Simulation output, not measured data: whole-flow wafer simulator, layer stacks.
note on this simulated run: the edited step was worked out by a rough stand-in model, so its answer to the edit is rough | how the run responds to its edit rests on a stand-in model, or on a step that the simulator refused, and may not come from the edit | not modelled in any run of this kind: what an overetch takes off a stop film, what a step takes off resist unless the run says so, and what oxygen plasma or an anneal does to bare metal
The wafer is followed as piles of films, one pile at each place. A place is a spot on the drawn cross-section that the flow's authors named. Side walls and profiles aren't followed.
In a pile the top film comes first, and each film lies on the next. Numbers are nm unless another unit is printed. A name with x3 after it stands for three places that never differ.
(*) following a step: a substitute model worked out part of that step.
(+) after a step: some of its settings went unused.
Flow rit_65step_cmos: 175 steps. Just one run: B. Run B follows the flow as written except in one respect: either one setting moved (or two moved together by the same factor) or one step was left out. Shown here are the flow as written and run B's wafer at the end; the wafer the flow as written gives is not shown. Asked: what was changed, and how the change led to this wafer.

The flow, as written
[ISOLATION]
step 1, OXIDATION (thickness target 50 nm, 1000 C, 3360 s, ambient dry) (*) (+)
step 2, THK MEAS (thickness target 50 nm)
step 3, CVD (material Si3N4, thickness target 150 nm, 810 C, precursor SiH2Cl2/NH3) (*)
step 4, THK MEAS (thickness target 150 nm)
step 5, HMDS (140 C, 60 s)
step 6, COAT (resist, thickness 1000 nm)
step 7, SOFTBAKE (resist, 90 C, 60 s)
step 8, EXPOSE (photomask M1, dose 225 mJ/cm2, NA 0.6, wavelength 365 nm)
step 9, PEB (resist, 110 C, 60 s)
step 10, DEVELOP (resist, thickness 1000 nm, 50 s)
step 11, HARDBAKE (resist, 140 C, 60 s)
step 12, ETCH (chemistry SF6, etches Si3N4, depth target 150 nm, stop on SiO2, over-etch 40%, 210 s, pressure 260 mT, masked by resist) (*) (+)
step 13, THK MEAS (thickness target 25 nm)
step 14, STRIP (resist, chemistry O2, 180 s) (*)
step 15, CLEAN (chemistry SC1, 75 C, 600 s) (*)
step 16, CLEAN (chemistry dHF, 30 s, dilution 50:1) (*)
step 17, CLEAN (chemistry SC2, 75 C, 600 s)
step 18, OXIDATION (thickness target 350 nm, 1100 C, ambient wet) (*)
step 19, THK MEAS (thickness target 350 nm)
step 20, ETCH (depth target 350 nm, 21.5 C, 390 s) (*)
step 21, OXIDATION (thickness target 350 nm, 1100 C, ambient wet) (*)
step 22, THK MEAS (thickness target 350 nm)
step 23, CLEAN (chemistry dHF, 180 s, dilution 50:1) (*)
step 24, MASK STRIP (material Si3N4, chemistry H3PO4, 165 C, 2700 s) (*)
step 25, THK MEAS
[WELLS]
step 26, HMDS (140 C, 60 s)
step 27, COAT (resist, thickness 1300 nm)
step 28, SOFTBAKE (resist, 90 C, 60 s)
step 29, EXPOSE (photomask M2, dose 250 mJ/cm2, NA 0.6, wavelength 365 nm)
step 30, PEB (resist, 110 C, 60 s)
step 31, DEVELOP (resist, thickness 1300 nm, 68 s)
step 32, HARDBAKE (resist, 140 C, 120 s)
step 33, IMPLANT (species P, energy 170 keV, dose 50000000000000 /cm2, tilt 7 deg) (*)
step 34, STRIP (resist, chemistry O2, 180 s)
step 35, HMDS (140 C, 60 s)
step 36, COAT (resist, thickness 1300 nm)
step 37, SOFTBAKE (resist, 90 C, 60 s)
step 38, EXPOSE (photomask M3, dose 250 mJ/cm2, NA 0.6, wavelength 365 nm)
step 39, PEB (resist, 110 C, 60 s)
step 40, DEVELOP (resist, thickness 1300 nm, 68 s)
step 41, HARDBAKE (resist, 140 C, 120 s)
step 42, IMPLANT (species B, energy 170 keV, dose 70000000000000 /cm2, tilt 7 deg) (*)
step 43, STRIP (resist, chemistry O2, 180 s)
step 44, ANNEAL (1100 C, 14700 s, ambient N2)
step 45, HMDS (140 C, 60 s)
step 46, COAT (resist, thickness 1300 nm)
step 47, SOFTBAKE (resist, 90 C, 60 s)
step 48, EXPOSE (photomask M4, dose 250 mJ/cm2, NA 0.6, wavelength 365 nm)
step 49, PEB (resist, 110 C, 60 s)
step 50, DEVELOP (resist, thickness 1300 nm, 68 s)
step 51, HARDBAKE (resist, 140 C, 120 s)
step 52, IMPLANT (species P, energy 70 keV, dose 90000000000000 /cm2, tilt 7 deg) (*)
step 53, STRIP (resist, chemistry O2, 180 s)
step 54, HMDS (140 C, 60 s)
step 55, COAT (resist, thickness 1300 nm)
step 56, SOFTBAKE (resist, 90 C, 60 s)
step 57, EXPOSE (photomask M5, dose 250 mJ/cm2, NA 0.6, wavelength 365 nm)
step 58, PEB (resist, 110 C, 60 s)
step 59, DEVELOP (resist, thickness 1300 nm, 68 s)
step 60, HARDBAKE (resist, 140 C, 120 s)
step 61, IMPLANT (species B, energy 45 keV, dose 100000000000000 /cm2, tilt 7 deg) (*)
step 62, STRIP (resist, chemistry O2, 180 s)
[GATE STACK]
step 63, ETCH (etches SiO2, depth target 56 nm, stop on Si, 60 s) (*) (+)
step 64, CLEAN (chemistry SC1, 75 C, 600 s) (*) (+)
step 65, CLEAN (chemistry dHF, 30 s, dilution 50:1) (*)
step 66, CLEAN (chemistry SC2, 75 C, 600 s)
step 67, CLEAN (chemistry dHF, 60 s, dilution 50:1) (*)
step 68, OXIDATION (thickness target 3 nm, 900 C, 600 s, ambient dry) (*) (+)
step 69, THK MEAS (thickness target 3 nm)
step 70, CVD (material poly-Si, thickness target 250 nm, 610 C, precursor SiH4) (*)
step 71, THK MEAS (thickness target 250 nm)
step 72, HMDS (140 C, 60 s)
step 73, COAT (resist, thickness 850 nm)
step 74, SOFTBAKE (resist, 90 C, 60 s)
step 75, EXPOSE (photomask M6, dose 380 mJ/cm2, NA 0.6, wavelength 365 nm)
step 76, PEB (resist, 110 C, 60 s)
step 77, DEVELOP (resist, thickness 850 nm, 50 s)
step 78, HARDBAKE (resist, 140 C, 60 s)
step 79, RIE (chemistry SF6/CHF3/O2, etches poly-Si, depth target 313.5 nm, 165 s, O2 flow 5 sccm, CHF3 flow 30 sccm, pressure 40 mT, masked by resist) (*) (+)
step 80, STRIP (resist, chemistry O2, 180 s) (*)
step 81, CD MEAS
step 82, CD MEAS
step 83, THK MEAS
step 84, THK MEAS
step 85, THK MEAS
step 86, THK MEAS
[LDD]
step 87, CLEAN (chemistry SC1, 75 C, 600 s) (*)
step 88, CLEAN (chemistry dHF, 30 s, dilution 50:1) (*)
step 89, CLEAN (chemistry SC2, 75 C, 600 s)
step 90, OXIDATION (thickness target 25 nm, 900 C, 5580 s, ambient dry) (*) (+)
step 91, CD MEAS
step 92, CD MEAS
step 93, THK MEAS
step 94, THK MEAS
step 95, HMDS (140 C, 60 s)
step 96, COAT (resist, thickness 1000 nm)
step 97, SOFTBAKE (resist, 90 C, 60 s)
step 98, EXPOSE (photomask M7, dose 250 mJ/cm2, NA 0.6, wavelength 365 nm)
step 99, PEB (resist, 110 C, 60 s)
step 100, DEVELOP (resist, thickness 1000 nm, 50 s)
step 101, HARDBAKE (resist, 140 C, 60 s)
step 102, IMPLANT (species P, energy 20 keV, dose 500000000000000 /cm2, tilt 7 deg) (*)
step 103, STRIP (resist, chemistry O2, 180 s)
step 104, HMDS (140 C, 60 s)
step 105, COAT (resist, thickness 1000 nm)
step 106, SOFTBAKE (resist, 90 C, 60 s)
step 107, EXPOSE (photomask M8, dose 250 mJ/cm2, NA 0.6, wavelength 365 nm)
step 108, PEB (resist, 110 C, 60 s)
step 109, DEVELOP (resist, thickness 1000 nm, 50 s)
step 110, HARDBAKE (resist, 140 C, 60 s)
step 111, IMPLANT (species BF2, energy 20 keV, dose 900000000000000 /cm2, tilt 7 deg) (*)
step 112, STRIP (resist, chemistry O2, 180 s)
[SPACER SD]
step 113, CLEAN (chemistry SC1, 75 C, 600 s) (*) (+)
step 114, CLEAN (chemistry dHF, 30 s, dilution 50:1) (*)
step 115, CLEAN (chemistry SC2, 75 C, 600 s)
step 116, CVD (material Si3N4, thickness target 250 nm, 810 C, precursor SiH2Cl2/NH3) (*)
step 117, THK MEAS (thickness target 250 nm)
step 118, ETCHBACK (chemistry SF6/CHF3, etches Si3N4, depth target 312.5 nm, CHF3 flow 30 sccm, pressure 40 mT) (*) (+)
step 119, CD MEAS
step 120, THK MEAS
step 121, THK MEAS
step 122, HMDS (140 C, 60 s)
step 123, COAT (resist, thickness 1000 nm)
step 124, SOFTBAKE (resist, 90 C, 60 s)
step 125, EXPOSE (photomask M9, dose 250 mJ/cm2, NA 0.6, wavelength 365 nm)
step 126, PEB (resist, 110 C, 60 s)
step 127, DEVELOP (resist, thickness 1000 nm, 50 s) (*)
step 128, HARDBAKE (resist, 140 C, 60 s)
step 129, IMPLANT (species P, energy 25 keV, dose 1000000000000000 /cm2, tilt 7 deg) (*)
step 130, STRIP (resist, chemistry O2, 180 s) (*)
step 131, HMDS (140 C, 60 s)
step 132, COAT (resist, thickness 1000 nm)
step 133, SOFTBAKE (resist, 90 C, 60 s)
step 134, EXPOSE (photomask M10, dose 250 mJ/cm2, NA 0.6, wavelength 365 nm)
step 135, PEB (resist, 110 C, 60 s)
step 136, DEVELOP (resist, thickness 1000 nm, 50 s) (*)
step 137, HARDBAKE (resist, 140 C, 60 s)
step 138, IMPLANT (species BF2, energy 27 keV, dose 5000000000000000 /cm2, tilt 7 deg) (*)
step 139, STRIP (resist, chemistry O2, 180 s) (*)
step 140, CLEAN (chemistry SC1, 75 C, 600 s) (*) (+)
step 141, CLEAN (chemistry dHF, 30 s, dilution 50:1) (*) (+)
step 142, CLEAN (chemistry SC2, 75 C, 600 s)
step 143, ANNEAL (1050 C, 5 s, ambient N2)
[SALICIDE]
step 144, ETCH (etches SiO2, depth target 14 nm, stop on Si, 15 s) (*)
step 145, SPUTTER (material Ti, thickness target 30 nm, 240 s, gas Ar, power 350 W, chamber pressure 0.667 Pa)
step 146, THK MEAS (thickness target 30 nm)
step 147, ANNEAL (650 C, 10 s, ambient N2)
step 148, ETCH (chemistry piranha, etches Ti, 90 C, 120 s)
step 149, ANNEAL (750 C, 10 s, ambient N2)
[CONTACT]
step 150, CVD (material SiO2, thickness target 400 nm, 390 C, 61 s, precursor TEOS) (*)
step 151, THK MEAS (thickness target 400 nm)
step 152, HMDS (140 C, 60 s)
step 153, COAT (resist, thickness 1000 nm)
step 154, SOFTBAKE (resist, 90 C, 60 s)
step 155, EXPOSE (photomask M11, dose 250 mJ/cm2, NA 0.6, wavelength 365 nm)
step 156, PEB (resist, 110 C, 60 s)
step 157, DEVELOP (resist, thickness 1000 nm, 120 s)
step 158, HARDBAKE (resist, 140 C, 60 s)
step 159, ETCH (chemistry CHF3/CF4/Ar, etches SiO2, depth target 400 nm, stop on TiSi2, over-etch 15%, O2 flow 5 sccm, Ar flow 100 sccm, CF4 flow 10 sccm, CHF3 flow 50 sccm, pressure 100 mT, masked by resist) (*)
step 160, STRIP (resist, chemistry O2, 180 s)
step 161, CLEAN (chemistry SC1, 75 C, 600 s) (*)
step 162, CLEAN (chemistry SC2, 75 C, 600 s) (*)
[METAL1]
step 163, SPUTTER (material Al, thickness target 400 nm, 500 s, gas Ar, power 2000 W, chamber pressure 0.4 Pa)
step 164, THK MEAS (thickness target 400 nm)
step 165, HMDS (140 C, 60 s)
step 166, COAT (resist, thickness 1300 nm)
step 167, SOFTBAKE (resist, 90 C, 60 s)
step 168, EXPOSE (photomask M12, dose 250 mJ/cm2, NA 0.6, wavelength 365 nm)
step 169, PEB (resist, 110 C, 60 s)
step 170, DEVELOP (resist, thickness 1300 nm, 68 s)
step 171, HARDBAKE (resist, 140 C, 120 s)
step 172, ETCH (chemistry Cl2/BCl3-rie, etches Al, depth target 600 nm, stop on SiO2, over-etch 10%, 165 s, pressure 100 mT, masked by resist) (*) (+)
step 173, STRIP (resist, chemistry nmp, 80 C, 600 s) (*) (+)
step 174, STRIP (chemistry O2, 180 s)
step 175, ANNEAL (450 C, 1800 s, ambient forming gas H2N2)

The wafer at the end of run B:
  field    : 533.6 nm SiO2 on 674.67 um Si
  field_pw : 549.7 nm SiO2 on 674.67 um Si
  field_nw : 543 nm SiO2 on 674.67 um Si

What caused this: step 90, OXIDATION: 990 C was run, while the flow as written has 900 C.

How this came from the change, step by step:
  step 90, OXIDATION (thickness target 25 nm, 900 C, 5580 s, ambient dry) (*) (+)
      active_n, active_p, spacer, spacer_p, sd_n, sd_p, contact, m1: +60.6 SiO2 (new film), -0.4 chemical SiO2 (all of it), -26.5 Si (in the flow as written it would be: +26.5 SiO2 (new film), -0.4 chemical SiO2 (all of it), -11.5 Si)
      field, field_pw: +20.6 SiO2, -9.06 Si (in the flow as written it would be: +6.57 SiO2, -2.89 Si)
      (as well as at 4 more places)
  step 118, ETCHBACK (chemistry SF6/CHF3, etches Si3N4, depth target 312.5 nm, CHF3 flow 30 sccm, pressure 40 mT) (*) (+)
      gate_n: -250 Si3N4 (all of it), -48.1 SiO2 (in the flow as written it would be: -250 Si3N4 (all of it), -16.3 SiO2 (all of it), -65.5 poly-Si)
      gate_p: -250 Si3N4 (all of it), -48.1 SiO2 (in the flow as written it would be: -250 Si3N4 (all of it), -15.7 SiO2 (all of it), -66.7 poly-Si)
      (as well as at 2 more places)
  step 123, COAT (resist, thickness 1000 nm)
      gate_n: +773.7 resist (new film) (in the flow as written it would be: +835 resist (new film))
      gate_p: +774.1 resist (new film) (in the flow as written it would be: +836.1 resist (new film))
      (as well as at 2 more places)
  step 126, PEB (resist, 110 C, 60 s)
      gate_n, gate_p: -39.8 resist (in the flow as written it would be: -43.1 resist)
      spacer: -40.5 resist (in the flow as written it would be: -41.9 resist)
      (as well as at 1 more place)
  step 127, DEVELOP (resist, thickness 1000 nm, 50 s) (*)
      gate_n: -733.9 resist (all of it) (in the flow as written it would be: -791.9 resist (all of it))
      spacer: -745.8 resist (all of it) (in the flow as written it would be: -772.3 resist (all of it))
  step 128, HARDBAKE (resist, 140 C, 60 s)
      gate_p: -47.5 resist (in the flow as written it would be: -51.9 resist)
      spacer_p: -48.4 resist (in the flow as written it would be: -50.4 resist)
  step 130, STRIP (resist, chemistry O2, 180 s) (*)
      gate_n: nothing (in the flow as written it would be: +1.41 chemical SiO2 (new film), -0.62 poly-Si)
      gate_p: -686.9 resist (all of it) (in the flow as written it would be: +1.31 chemical SiO2 (new film), -741.1 resist (all of it), -0.58 poly-Si)
      (as well as at 1 more place)
  step 132, COAT (resist, thickness 1000 nm)
      gate_n: +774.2 resist (new film) (in the flow as written it would be: +834.8 resist (new film))
      gate_p: +774.7 resist (new film) (in the flow as written it would be: +835.9 resist (new film))
      (as well as at 2 more places)
  step 135, PEB (resist, 110 C, 60 s)
      gate_n, gate_p: -39.8 resist (in the flow as written it would be: -43.1 resist)
      spacer, spacer_p: -40.5 resist (in the flow as written it would be: -42 resist)
  step 136, DEVELOP (resist, thickness 1000 nm, 50 s) (*)
      gate_p: -734.9 resist (all of it) (in the flow as written it would be: -792.8 resist (all of it))
      spacer_p: -746.8 resist (all of it) (in the flow as written it would be: -773.3 resist (all of it))
  step 137, HARDBAKE (resist, 140 C, 60 s)
      gate_n: -47.5 resist (in the flow as written it would be: -51.8 resist)
      spacer: -48.4 resist (in the flow as written it would be: -50.4 resist)
  step 139, STRIP (resist, chemistry O2, 180 s) (*)
      gate_n: -686.9 resist (all of it) (in the flow as written it would be: -740 resist (all of it), +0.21 chemical SiO2, -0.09 poly-Si)
      spacer: -698 resist (all of it) (in the flow as written it would be: -722.5 resist (all of it))
  step 140, CLEAN (chemistry SC1, 75 C, 600 s) (*) (+)
      gate_n, gate_p: -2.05 SiO2 (in the flow as written it would be: -1.02 chemical SiO2, -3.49 poly-Si)
  step 141, CLEAN (chemistry dHF, 30 s, dilution 50:1) (*) (+)
      gate_n: -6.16 SiO2 (all of it) (in the flow as written it would be: -0.6 chemical SiO2 (all of it))
      gate_p: -5.57 SiO2 (all of it) (in the flow as written it would be: -0.6 chemical SiO2 (all of it))
  step 145, SPUTTER (material Ti, thickness target 30 nm, 240 s, gas Ar, power 350 W, chamber pressure 0.667 Pa)
      gate_n: +30 Ti (new film) (in the flow as written it would be: +27.3 Ti (new film))
      gate_p: +30 Ti (new film) (in the flow as written it would be: +27.2 Ti (new film))
  step 147, ANNEAL (650 C, 10 s, ambient N2)
      gate_n: -23.4 Ti, +15.7 TiSi first (new film), +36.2 TiSi2 C49 (new film), -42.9 poly-Si (in the flow as written it would be: -21.3 Ti, +9.82 TiSi first (new film), +39.5 TiSi2 C49 (new film), -41.9 poly-Si)
      gate_p: -23.4 Ti, +15.7 TiSi first (new film), +36.2 TiSi2 C49 (new film), -42.9 poly-Si (in the flow as written it would be: -21.2 Ti, +9.56 TiSi first (new film), +39.6 TiSi2 C49 (new film), -41.9 poly-Si)
  ... another 9 steps ...
  step 170, DEVELOP (resist, thickness 1300 nm, 68 s)
      gate_n: -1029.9 resist (all of it) (in the flow as written it would be: -1072.6 resist (all of it))
      gate_p: -1033 resist (all of it) (in the flow as written it would be: -1076.3 resist (all of it))
      (as well as at 2 more places)
